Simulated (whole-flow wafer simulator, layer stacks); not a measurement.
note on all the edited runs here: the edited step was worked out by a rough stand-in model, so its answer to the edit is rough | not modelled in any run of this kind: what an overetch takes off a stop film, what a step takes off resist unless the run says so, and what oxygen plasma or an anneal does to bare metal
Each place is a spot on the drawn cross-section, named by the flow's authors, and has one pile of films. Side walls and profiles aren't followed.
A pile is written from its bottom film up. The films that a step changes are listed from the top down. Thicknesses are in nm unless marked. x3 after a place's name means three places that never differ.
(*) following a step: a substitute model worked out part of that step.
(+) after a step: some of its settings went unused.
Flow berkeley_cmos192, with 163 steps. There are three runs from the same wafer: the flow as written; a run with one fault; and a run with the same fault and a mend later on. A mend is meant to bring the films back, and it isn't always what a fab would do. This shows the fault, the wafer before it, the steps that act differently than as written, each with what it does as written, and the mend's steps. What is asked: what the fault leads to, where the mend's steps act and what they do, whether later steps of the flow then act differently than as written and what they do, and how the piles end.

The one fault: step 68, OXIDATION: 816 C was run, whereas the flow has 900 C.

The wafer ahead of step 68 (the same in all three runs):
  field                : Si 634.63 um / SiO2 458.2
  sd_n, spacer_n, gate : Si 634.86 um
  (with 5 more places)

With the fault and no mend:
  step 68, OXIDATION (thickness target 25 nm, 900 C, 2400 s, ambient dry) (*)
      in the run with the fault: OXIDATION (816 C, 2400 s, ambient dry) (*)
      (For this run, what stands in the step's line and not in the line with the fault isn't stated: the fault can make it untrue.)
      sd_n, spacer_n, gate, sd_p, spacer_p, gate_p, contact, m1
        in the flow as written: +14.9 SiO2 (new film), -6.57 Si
        in the run with the fault: +6.21 SiO2 (new film), -2.73 Si
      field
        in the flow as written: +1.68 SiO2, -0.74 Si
        in the run with the fault: +0.33 SiO2, -0.14 Si
  Steps later in the flow that act otherwise than as written (40 more steps, not shown, differ only slightly: by at most 2% or 0.5 nm, whichever is larger):
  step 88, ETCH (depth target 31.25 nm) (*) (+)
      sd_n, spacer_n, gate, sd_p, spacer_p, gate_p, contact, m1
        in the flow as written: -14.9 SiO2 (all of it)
        in the run with the fault: -6.21 SiO2 (all of it)
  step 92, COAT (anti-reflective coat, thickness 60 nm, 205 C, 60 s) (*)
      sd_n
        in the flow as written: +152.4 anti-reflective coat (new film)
        in the run with the fault: +149 anti-reflective coat (new film)
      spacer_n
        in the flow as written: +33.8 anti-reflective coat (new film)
        in the run with the fault: +34.9 anti-reflective coat (new film)
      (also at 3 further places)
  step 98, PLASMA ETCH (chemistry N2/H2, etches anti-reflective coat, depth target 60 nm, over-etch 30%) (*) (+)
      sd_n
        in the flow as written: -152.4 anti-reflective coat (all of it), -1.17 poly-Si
        in the run with the fault: -149 anti-reflective coat (all of it), -1.15 poly-Si
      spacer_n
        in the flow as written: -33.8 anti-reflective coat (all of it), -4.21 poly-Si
        in the run with the fault: -34.9 anti-reflective coat (all of it), -4.07 poly-Si
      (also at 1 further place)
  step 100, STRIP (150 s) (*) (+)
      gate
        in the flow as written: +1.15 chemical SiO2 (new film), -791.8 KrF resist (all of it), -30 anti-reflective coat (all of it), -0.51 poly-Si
        in the run with the fault: +1.15 chemical SiO2 (new film), -787.9 KrF resist (all of it), -31.3 anti-reflective coat (all of it), -0.51 poly-Si
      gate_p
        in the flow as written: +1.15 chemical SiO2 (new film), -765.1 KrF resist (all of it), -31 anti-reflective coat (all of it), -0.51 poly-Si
        in the run with the fault: +1.15 chemical SiO2 (new film), -762.5 KrF resist (all of it), -31.9 anti-reflective coat (all of it), -0.51 poly-Si
  At the end the piles are close to the flow's at the places that both follow, differing by at most 2% or 0.5 nm, whichever is larger.

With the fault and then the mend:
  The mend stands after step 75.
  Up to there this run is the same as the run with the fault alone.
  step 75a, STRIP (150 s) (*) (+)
      sd_p
        -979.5 KrF resist (all of it)
      spacer_p
        -960.7 KrF resist (all of it)
      gate_p
        -959.8 KrF resist (all of it)
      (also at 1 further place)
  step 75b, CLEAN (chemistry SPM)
      leaves every film unchanged at each place that is followed
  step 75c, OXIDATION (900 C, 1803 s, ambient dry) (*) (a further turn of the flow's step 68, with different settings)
      sd_n, spacer_n, gate, sd_p, spacer_p, gate_p, contact, m1
        +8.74 SiO2, -3.85 Si
      field
        +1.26 SiO2, -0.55 Si
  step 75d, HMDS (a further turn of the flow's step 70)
      leaves every film unchanged at each place that is followed
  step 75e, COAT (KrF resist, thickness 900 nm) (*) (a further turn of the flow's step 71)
      field
        +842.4 KrF resist (new film)
      sd_n
        +1013.2 KrF resist (new film)
      spacer_n
        +978.6 KrF resist (new film)
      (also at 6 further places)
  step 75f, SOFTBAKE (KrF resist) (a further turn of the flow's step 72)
      leaves every film unchanged at each place that is followed
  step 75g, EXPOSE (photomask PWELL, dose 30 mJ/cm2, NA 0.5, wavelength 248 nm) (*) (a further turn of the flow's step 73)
      leaves every film unchanged at each place that is followed
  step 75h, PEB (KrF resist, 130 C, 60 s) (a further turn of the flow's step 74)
      sd_n, m1
        -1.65 KrF resist
      spacer_n, gate
        -1.58 KrF resist
      spacer_p, gate_p
        -1.57 KrF resist
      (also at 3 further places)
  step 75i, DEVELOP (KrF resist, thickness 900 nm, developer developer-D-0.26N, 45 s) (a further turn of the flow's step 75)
      sd_p, spacer_p, gate_p, m1
        -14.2 KrF resist
      spacer_n, gate
        -977 KrF resist (all of it)
      field
        -841.1 KrF resist (all of it)
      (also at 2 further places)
  None of the later steps of the flow differs from how it acts as written, at any place that is followed, by more than 2% or 0.5 nm, whichever is larger.
  At the end the piles are close to the flow's at the places that both follow, differing by at most 2% or 0.5 nm, whichever is larger.
